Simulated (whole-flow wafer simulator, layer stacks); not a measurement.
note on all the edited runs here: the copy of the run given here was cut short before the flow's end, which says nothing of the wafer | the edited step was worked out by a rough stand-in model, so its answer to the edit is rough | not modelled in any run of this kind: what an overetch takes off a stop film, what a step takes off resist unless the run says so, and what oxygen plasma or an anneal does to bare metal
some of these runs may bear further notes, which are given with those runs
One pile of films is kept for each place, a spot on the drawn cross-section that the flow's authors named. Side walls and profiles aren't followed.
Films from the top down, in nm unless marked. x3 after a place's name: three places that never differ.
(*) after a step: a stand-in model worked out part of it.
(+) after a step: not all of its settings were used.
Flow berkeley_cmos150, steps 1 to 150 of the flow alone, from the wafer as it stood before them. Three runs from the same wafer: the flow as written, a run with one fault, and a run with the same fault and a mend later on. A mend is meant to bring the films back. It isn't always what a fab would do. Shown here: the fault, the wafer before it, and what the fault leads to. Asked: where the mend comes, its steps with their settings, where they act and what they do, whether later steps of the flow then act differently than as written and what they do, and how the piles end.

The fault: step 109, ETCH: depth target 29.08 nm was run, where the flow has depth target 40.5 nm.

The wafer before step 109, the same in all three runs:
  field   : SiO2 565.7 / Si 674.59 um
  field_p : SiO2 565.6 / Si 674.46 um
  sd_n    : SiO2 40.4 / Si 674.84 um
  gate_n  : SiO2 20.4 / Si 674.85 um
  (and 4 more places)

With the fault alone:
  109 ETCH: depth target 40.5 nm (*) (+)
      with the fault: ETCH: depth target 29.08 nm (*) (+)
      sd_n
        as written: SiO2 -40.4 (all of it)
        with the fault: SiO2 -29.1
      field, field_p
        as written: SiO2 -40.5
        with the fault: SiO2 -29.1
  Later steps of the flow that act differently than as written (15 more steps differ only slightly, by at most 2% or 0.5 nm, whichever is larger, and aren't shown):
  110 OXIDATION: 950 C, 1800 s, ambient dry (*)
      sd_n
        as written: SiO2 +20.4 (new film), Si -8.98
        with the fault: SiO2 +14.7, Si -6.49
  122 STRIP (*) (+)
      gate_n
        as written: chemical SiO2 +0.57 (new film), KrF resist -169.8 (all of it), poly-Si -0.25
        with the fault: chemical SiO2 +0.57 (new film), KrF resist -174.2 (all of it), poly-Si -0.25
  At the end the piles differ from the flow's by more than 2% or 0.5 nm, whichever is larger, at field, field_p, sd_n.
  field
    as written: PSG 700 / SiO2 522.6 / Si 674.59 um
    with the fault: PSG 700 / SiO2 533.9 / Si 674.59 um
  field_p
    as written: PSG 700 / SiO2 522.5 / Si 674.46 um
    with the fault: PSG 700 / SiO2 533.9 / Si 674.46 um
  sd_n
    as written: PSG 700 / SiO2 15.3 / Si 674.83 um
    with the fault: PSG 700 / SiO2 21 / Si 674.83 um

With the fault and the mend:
  The mend comes after step 109.
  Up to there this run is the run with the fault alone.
  109a ETCH: depth target 11.42 nm (the flow's step 109 once more, with other settings)
      field, field_p
        SiO2 -11.4
      sd_n
        SiO2 -11.4 (all of it)
  No later step of the flow acts differently than as written, at any place that is followed, by more than 2% or 0.5 nm, whichever is larger.
  At the end the piles are the same as the flow's at every place that both follow.
